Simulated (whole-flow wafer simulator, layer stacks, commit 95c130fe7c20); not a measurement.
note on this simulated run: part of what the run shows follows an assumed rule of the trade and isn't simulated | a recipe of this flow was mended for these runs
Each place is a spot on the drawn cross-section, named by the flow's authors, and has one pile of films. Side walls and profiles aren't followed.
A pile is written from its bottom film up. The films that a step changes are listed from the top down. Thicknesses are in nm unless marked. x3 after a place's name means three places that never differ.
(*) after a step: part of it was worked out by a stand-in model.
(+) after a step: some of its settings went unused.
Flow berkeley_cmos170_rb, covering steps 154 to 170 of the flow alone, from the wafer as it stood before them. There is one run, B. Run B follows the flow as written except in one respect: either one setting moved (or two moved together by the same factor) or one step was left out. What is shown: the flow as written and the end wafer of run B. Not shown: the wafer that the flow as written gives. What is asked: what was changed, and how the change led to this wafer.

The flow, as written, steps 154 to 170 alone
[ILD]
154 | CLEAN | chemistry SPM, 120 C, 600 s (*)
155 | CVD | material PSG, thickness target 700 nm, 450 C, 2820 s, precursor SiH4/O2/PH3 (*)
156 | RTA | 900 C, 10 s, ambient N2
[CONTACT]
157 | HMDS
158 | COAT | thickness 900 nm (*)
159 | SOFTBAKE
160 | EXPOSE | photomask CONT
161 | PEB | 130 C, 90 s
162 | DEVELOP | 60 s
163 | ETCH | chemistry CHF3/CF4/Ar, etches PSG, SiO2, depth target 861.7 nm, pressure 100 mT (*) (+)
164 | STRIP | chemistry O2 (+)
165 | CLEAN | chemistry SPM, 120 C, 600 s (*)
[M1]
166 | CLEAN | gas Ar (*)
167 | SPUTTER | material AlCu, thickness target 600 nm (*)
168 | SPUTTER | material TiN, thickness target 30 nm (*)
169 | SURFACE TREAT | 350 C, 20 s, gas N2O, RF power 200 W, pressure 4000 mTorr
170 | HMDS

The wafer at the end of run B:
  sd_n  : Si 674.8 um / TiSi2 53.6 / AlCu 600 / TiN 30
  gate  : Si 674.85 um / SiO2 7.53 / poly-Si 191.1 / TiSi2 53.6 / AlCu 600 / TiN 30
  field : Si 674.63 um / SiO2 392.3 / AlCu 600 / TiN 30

Cause: step 155, CVD: material PSG, thickness target 700 nm, 450 C, 2820 s, precursor SiH4/O2/PH3 (*), was not run.

How this came from the change, step by step:
  158 | COAT | thickness 900 nm (*)
      spacer_n: +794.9 KrF-resist (new film) (it would be, as written: +830.5 KrF-resist (new film))
      gate: +769.1 KrF-resist (new film) (it would be, as written: +810 KrF-resist (new film))
      (also at 3 further places)
  163 | ETCH | chemistry CHF3/CF4/Ar, etches PSG, SiO2, depth target 861.7 nm, pressure 100 mT (*) (+)
      contact: -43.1 TiSi2 (it would be, as written: -700 PSG (all of it), -8.08 TiSi2)
      field, sd_n, spacer_n, gate, sd_p, spacer_p, gate_p, m1: -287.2 KrF-resist (it would be, as written: -215.4 KrF-resist)
  164 | STRIP | chemistry O2 (+)
      field: -561.8 KrF-resist (all of it) (it would be, as written: -648.4 KrF-resist (all of it))
      sd_n: -694.2 KrF-resist (all of it) (it would be, as written: -772.5 KrF-resist (all of it))
      (also at 6 further places)
  166 | CLEAN | gas Ar (*)
      sd_n, gate, sd_p, gate_p, m1: -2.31 TiSi2 (it would be, as written: -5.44 PSG)
      field, spacer_n, spacer_p: -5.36 SiO2 (it would be, as written: -5.44 PSG)
  167 | SPUTTER | material AlCu, thickness target 600 nm (*)
      sd_p: +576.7 AlCu (new film) (it would be, as written: +549.6 AlCu (new film))
      contact: +600 AlCu (new film) (it would be, as written: +415.5 AlCu (new film))
  168 | SPUTTER | material TiN, thickness target 30 nm (*)
      sd_p: +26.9 TiN (new film) (it would be, as written: +25.8 TiN (new film))
      contact: +29.5 TiN (new film) (it would be, as written: +16.3 TiN (new film))
